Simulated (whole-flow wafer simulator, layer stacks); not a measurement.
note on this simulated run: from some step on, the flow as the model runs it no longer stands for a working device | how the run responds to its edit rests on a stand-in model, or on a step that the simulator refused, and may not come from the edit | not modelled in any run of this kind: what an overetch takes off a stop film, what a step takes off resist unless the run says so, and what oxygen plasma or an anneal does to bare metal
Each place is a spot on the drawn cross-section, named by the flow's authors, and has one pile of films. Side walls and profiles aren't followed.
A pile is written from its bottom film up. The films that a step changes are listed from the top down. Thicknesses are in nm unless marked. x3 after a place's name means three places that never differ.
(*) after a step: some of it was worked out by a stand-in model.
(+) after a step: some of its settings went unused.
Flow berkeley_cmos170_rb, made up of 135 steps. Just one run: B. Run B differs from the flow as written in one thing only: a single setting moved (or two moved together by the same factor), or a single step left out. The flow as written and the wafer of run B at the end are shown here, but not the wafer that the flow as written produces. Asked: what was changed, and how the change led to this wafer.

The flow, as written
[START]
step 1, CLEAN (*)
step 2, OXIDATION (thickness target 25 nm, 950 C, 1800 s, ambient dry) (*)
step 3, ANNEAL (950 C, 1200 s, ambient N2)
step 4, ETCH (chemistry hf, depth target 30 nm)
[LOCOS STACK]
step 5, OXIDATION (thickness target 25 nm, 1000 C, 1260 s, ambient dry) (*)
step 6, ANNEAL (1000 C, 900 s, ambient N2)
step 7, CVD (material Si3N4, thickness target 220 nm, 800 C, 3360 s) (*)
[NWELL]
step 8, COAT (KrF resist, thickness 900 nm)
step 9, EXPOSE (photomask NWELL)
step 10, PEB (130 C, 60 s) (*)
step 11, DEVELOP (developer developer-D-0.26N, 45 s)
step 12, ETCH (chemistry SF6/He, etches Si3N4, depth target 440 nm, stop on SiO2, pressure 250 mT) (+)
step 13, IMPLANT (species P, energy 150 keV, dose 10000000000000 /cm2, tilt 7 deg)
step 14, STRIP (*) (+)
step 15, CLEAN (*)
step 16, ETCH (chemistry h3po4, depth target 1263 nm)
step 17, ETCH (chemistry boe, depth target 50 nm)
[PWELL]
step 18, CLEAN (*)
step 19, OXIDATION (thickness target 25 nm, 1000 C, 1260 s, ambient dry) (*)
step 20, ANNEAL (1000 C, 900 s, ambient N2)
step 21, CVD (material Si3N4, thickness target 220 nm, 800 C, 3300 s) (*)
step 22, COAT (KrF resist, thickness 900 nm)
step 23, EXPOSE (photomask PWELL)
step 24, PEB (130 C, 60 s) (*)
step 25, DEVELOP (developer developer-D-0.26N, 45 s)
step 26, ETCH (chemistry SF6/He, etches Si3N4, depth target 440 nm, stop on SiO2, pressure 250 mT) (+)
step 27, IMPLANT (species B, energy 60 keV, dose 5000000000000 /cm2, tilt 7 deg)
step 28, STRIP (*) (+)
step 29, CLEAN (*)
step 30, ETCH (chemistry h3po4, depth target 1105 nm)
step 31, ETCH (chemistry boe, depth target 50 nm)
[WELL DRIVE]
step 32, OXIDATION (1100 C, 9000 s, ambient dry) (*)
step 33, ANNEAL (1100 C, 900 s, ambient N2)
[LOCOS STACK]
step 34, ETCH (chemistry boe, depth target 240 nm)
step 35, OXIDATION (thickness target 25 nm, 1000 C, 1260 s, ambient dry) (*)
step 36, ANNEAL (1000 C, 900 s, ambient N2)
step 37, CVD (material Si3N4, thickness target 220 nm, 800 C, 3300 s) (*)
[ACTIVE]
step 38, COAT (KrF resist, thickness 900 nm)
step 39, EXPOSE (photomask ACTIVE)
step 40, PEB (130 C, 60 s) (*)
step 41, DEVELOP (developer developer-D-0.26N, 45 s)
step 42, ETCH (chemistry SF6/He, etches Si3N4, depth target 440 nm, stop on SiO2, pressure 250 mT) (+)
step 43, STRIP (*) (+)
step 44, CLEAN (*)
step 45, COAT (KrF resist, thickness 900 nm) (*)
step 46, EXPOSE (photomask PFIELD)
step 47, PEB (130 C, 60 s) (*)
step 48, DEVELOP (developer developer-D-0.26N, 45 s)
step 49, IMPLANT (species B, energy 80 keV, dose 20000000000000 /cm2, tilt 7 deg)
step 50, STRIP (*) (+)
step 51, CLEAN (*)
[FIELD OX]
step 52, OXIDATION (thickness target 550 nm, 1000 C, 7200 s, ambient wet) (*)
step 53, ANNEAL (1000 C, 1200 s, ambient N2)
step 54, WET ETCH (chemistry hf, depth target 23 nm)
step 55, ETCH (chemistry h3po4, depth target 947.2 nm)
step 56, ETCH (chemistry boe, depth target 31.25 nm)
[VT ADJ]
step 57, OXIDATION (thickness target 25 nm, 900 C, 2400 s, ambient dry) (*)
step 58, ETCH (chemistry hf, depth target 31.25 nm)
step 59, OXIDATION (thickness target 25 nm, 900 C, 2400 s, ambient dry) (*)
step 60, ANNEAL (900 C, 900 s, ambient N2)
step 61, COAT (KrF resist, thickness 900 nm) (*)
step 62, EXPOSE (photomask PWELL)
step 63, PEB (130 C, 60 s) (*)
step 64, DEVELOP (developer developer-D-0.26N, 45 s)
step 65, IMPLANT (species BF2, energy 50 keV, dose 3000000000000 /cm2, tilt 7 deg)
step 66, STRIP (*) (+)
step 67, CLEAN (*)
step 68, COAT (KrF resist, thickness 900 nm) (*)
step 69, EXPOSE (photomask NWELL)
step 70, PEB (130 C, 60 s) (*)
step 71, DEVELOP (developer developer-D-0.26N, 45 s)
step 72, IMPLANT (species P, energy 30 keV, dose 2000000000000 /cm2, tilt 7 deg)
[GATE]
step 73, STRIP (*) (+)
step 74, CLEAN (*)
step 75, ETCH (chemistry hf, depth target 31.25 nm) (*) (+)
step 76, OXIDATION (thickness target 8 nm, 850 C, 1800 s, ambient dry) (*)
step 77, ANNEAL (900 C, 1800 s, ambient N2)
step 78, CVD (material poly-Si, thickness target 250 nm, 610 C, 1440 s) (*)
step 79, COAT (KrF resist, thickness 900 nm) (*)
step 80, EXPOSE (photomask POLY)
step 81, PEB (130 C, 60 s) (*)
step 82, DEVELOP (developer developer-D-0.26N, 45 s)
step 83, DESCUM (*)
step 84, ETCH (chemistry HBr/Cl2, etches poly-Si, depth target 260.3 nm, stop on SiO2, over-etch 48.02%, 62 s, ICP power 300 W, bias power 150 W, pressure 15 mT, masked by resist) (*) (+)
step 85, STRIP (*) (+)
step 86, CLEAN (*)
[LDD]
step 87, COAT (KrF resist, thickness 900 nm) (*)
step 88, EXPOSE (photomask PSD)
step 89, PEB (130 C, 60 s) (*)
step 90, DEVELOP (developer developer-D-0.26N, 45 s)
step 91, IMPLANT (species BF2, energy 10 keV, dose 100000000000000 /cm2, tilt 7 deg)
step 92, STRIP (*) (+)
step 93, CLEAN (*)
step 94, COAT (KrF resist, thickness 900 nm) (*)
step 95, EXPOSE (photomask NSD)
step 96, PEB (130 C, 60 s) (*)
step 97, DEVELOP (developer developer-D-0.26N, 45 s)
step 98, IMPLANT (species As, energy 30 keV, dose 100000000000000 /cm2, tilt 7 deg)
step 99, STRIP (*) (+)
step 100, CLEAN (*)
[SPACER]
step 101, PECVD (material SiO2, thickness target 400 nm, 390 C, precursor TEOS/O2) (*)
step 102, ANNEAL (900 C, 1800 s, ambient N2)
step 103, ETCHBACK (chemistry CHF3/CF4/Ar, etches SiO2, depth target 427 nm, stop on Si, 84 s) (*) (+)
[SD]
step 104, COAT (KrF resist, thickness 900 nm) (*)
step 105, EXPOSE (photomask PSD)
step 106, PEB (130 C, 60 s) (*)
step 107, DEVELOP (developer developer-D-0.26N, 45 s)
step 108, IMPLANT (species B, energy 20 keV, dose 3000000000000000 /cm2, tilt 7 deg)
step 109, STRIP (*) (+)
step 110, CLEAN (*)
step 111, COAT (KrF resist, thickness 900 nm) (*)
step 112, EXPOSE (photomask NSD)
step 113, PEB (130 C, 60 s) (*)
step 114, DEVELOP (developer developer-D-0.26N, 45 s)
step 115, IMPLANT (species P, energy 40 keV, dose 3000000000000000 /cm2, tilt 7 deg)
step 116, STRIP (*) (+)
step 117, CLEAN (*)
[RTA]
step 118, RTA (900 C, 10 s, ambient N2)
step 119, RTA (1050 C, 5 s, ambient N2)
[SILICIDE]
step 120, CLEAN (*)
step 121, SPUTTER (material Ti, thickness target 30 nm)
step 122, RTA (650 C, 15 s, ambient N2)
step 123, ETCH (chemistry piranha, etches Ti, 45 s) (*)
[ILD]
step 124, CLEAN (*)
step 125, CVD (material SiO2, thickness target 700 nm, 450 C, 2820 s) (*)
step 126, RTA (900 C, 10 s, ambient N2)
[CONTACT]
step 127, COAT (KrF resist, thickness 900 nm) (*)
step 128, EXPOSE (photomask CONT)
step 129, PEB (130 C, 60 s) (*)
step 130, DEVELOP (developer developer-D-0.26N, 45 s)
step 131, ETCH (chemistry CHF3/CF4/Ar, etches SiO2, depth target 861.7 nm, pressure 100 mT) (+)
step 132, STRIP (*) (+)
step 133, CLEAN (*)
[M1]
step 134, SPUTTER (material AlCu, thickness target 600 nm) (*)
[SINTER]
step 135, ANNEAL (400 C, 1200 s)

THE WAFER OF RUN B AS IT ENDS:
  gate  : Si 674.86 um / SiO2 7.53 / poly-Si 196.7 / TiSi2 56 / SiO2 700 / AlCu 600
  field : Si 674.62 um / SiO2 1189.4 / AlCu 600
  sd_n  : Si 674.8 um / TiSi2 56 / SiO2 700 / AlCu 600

What caused this: step 58, ETCH: chemistry hf, depth target 31.25 nm, was not run.

How this came from the change, step by step:
  step 59, OXIDATION (thickness target 25 nm, 900 C, 2400 s, ambient dry) (*)
      sd_n, spacer_n, gate, sd_p, spacer_p, gate_p, contact, m1: +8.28 SiO2, -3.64 Si (as written it would have been: +15 SiO2 (new film), -6.62 Si)
  step 61, COAT (KrF resist, thickness 900 nm) (*)
      field: +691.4 KrF resist (new film) (as written it would have been: +705.7 KrF resist (new film))
  step 64, DEVELOP (developer developer-D-0.26N, 45 s)
      field: -691.4 KrF resist (all of it) (as written it would have been: -705.7 KrF resist (all of it))
  step 68, COAT (KrF resist, thickness 900 nm) (*)
      field: +691.4 KrF resist (new film) (as written it would have been: +705.7 KrF resist (new film))
  step 73, STRIP (*) (+)
      field: -677.2 KrF resist (all of it) (as written it would have been: -691.4 KrF resist (all of it))
  step 75, ETCH (chemistry hf, depth target 31.25 nm) (*) (+)
      sd_n, spacer_n, gate, sd_p, spacer_p, gate_p, contact, m1: -23.3 SiO2 (all of it) (as written it would have been: -15 SiO2 (all of it))
  step 79, COAT (KrF resist, thickness 900 nm) (*)
      spacer_n, spacer_p, gate_p: +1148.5 KrF resist (new film) (as written it would have been: +1122.5 KrF resist (new film))
      gate: +1148.6 KrF resist (new film) (as written it would have been: +1122.6 KrF resist (new film))
  step 82, DEVELOP (developer developer-D-0.26N, 45 s)
      spacer_n, spacer_p: -1148.5 KrF resist (all of it) (as written it would have been: -1122.5 KrF resist (all of it))
  step 85, STRIP (*) (+)
      gate: -1005.9 KrF resist (all of it) (as written it would have been: -980 KrF resist (all of it))
      gate_p: -1005.8 KrF resist (all of it) (as written it would have been: -979.9 KrF resist (all of it))
  step 87, COAT (KrF resist, thickness 900 nm) (*)
      sd_n: +983.5 KrF resist (new film) (as written it would have been: +962.1 KrF resist (new film))
  step 92, STRIP (*) (+)
      sd_n: -969.3 KrF resist (all of it) (as written it would have been: -947.9 KrF resist (all of it))
  step 94, COAT (KrF resist, thickness 900 nm) (*)
      sd_n: +983.5 KrF resist (new film) (as written it would have been: +962.1 KrF resist (new film))
  step 97, DEVELOP (developer developer-D-0.26N, 45 s)
      sd_n: -983.5 KrF resist (all of it) (as written it would have been: -962.1 KrF resist (all of it))
  step 104, COAT (KrF resist, thickness 900 nm) (*)
      sd_n: +1003.1 KrF resist (new film) (as written it would have been: +982.1 KrF resist (new film))
  step 109, STRIP (*) (+)
      sd_n: -988.9 KrF resist (all of it) (as written it would have been: -967.9 KrF resist (all of it))
  step 111, COAT (KrF resist, thickness 900 nm) (*)
      sd_n: +1003.1 KrF resist (new film) (as written it would have been: +982.1 KrF resist (new film))
  ... 5 other steps ...
  step 132, STRIP (*) (+)
      field: -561 KrF resist (all of it) (as written it would have been: -575.3 KrF resist (all of it))
